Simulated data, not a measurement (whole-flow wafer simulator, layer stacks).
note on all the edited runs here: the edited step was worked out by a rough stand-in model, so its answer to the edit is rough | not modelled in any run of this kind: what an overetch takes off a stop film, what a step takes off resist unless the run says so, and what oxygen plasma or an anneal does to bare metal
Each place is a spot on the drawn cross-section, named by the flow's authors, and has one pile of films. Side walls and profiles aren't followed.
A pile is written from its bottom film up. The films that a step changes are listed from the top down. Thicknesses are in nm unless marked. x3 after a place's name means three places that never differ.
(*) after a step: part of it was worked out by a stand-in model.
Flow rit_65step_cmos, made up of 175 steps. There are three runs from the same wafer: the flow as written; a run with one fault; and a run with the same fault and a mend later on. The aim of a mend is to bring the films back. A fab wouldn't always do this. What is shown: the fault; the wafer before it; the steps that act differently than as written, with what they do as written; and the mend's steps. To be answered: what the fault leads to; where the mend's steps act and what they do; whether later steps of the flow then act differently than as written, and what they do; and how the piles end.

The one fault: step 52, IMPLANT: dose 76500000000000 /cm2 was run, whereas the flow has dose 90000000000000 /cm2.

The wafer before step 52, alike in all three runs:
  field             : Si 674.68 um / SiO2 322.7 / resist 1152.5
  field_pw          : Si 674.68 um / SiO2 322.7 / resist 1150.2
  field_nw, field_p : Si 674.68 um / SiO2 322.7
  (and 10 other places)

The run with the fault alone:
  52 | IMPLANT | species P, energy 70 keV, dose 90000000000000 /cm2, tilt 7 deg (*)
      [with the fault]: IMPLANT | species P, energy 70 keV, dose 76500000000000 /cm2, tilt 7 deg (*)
      at every place that is followed, does what it does as written
  Steps later in the flow that act otherwise than as written (36 other steps are not shown; they differ only slightly, by no more than 2% or 0.5 nm, whichever is larger):
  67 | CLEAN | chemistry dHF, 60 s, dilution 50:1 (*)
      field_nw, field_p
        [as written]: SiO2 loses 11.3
        [with the fault]: SiO2 loses 10.6
  At the end the piles are close to the flow's at the places that both follow, differing by at most 2% or 0.5 nm, whichever is larger.

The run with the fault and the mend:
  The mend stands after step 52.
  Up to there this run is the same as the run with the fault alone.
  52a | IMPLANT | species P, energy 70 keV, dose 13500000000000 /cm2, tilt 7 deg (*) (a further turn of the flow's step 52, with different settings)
      does not change any film at any place that is followed
  Later steps of the flow that are run all act as written at every place that is followed.
  By the end, the piles equal the flow's at every place that both follow.
